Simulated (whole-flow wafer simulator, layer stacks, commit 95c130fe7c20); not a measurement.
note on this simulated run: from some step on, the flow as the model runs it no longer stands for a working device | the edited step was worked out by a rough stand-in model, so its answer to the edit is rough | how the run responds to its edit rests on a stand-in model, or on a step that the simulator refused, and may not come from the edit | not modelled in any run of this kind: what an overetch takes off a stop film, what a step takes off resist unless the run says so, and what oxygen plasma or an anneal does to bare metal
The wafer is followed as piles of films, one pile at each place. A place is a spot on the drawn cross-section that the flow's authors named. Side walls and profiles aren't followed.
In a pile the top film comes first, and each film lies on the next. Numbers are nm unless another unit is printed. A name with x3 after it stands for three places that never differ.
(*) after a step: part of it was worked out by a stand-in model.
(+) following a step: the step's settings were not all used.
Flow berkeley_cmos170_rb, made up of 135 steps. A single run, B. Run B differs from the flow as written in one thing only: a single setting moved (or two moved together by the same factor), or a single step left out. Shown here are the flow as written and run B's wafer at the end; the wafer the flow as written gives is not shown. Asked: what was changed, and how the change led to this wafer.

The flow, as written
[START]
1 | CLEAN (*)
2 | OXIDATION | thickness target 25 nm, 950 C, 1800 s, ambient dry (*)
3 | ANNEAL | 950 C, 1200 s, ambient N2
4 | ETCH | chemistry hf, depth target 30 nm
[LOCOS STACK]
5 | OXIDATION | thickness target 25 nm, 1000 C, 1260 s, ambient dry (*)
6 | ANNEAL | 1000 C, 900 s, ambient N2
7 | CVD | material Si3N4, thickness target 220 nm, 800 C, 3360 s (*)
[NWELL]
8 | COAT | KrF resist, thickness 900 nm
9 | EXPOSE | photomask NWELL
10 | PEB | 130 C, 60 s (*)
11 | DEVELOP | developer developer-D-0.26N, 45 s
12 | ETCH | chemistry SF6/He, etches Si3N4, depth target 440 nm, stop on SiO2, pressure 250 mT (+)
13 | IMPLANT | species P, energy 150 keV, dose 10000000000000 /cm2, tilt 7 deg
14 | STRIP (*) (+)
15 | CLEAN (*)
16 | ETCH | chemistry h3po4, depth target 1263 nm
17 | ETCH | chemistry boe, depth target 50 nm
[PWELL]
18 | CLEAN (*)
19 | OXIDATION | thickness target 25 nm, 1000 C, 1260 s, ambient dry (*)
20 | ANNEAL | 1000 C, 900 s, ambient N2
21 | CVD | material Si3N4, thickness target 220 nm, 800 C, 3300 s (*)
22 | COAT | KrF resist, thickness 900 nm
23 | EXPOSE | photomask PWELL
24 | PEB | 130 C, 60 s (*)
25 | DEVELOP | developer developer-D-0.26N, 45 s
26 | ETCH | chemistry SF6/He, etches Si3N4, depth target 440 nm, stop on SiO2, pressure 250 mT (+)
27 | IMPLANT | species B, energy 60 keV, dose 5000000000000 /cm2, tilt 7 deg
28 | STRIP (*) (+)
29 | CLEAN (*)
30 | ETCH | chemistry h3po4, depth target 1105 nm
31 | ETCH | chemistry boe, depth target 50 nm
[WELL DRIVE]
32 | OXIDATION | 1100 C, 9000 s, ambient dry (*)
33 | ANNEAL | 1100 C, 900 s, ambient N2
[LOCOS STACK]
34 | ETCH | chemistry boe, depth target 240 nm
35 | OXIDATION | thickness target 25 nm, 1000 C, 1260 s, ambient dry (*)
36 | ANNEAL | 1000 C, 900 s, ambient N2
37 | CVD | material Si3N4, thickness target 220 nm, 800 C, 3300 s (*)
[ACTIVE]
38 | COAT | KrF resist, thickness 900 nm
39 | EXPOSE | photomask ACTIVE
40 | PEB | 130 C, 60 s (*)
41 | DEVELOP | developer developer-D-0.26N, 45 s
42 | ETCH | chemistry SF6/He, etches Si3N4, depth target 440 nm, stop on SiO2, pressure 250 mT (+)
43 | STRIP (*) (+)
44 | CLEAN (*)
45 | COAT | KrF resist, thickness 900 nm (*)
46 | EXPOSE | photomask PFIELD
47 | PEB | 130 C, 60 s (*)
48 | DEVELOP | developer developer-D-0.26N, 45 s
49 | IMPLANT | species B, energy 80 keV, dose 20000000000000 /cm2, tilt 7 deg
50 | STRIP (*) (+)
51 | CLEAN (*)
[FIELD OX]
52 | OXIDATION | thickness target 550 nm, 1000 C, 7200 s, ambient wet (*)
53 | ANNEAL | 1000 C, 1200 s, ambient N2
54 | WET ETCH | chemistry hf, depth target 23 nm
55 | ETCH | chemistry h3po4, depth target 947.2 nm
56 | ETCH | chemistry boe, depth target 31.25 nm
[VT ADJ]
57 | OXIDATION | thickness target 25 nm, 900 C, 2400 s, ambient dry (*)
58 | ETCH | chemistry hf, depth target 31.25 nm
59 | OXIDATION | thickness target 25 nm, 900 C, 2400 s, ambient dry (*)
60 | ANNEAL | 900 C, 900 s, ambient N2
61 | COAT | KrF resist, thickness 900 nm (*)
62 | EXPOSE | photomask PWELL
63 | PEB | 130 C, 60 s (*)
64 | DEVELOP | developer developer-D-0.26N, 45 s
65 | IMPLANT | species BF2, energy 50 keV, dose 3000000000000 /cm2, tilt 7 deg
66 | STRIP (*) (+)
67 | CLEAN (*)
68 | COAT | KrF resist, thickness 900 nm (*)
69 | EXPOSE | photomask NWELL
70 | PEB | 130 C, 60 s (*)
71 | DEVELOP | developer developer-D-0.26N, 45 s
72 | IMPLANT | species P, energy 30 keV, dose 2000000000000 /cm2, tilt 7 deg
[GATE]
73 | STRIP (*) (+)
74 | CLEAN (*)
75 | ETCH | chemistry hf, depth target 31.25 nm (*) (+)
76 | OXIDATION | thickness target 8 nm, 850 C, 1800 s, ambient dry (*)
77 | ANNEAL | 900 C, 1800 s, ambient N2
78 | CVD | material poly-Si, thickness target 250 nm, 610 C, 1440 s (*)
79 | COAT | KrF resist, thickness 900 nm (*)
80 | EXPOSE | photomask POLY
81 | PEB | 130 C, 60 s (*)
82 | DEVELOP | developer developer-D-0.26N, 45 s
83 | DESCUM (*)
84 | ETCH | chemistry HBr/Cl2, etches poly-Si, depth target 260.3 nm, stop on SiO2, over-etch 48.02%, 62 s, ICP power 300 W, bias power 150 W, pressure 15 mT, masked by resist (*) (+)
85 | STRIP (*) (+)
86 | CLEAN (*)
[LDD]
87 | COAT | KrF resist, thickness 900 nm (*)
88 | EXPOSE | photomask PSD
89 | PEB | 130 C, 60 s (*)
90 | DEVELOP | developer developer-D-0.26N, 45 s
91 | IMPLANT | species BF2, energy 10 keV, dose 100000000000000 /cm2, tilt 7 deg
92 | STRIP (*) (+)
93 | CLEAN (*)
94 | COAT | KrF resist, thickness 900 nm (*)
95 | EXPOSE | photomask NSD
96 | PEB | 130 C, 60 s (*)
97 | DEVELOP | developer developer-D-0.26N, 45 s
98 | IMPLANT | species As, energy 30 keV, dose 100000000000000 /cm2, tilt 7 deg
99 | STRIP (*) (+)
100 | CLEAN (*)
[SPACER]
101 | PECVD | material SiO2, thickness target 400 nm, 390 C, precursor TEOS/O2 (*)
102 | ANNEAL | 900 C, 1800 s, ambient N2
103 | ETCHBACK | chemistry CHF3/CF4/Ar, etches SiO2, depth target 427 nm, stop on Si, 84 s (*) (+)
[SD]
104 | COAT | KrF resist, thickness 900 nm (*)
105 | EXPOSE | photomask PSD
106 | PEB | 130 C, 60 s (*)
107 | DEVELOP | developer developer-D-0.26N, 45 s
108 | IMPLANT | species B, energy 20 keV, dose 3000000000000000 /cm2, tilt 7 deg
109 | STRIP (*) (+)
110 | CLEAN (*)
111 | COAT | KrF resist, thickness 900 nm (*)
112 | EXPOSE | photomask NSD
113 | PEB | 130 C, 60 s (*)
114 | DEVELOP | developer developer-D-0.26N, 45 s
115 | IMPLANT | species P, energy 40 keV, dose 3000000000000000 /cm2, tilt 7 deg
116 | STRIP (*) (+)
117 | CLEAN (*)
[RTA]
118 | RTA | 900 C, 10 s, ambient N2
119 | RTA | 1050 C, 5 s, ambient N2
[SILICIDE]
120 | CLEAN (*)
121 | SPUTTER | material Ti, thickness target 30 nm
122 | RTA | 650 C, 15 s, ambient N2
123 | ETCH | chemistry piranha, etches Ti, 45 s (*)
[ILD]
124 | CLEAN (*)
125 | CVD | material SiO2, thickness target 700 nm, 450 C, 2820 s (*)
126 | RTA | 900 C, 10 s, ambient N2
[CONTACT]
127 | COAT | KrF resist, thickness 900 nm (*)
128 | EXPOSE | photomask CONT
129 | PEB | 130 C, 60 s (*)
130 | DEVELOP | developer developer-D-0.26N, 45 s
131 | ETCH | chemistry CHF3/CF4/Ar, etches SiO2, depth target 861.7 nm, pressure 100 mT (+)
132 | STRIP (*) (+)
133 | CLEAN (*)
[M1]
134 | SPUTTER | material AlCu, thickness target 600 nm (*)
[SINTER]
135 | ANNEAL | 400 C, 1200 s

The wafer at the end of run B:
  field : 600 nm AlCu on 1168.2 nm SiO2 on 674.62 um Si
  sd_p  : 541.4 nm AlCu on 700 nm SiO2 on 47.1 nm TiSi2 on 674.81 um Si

Cause: step 75, ETCH: depth target 21.31 nm was run, though the flow has depth target 31.25 nm.

The path from the change to this, step by step:
  75 | ETCH | chemistry hf, depth target 31.25 nm (*) (+)
      field: -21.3 SiO2 (in the flow as written it would be: -31.3 SiO2)
  121 | SPUTTER | material Ti, thickness target 30 nm
      sd_p: +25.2 Ti (new film) (in the flow as written it would be: +27.1 Ti (new film))
  122 | RTA | 650 C, 15 s, ambient N2
      sd_p: -19.7 Ti, +50 TiSi2 C49 (new film), -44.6 Si (in the flow as written it would be: -21.1 Ti, +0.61 TiSi first (new film), +52.9 TiSi2 C49 (new film), -47.6 Si)
  126 | RTA | 900 C, 10 s, ambient N2
      sd_p: under 1 film: +47.1 TiSi2 (new film), -50 TiSi2 C49 (all of it) (in the flow as written it would be: under 1 film: +50.7 TiSi2 (new film), -0.61 TiSi first (all of it), -52.9 TiSi2 C49 (all of it), -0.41 Si)
